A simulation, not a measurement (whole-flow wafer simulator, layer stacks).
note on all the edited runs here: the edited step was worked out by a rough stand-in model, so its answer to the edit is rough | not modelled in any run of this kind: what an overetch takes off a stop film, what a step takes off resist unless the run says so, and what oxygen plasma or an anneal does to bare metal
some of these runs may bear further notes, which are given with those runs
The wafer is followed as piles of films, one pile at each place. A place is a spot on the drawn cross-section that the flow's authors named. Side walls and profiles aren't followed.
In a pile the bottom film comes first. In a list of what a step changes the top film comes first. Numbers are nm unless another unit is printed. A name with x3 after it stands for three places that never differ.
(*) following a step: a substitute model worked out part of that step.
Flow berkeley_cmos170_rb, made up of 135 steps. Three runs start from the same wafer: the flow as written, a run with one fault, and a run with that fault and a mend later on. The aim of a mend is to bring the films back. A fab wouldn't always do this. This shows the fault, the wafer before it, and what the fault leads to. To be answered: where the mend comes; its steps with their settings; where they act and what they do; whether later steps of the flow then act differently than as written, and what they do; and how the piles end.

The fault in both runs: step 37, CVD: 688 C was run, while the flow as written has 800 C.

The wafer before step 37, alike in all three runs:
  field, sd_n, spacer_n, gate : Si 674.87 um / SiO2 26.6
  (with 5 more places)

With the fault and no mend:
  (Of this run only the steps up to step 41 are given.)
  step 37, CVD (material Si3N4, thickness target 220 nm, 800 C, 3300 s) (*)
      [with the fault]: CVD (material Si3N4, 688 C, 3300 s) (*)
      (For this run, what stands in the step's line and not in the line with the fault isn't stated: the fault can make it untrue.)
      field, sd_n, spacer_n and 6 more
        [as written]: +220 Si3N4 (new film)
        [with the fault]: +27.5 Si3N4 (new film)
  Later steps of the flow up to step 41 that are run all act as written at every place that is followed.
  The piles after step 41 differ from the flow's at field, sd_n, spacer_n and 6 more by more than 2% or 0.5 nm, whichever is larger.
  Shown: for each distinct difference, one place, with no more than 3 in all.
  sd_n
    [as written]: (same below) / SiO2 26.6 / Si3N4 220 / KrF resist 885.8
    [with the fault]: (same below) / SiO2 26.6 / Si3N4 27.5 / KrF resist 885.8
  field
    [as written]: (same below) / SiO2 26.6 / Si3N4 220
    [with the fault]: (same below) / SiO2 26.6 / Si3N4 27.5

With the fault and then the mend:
  The mend follows step 37.
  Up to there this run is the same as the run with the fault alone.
  step 37a, ETCH (chemistry h3po4, depth target 32.05 nm) (a further turn of the flow's step 30, with different settings)
      field, sd_n, spacer_n and 6 more
        -27.5 Si3N4 (all of it)
  step 37b, CLEAN (*)
      leaves every film unchanged at each place that is followed
  step 37c, CVD (material Si3N4, thickness target 220 nm, 800 C, 3300 s) (*) (a further turn of the flow's step 37)
      field, sd_n, spacer_n and 6 more
        +220 Si3N4 (new film)
  Later steps of the flow that are run all act as written at every place that is followed.
  By the end, the piles equal the flow's at every place that both follow.
